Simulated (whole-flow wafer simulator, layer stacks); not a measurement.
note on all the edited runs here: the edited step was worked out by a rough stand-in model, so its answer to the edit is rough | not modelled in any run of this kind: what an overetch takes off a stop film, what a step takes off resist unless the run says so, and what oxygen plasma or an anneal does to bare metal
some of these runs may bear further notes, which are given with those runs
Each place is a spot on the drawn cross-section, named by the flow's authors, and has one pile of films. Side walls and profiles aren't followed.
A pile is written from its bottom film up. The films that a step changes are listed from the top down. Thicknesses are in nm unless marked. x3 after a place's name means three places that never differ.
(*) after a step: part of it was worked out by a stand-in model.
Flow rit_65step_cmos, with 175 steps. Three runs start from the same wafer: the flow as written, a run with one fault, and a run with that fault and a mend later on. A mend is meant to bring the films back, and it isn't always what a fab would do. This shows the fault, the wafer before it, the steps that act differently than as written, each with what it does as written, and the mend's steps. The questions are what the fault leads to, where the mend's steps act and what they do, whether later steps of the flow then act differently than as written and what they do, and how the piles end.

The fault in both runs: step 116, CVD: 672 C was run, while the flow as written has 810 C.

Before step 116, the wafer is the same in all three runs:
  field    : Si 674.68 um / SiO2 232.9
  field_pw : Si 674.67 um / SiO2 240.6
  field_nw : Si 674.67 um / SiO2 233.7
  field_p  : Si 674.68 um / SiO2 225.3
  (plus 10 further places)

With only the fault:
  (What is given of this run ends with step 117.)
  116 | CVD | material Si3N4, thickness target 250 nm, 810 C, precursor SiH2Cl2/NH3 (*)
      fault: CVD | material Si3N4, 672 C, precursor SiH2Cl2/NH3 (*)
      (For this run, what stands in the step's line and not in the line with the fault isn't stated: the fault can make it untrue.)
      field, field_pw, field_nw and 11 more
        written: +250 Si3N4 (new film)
        fault: +19 Si3N4 (new film)
  None of the later steps of the flow up to step 117 acts differently than as written at any place that is followed.
  After step 117, at field, field_pw, field_nw and 11 more, the piles differ from the flow's by more than 2% or 0.5 nm, whichever is larger.
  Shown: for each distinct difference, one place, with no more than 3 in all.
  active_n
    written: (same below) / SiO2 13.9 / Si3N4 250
    fault: (same below) / SiO2 13.9 / Si3N4 19
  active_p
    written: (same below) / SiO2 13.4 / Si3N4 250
    fault: (same below) / SiO2 13.4 / Si3N4 19
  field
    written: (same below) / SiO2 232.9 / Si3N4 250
    fault: (same below) / SiO2 232.9 / Si3N4 19

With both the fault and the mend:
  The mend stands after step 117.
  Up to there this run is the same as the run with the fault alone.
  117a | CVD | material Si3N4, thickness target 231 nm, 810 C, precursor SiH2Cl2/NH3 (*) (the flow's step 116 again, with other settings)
      field, field_pw, field_nw and 11 more
        +231 Si3N4
  None of the later steps of the flow differs from how it acts as written, at any place that is followed, by more than 2% or 0.5 nm, whichever is larger.
  The piles end the same as the flow's at every place that both follow.
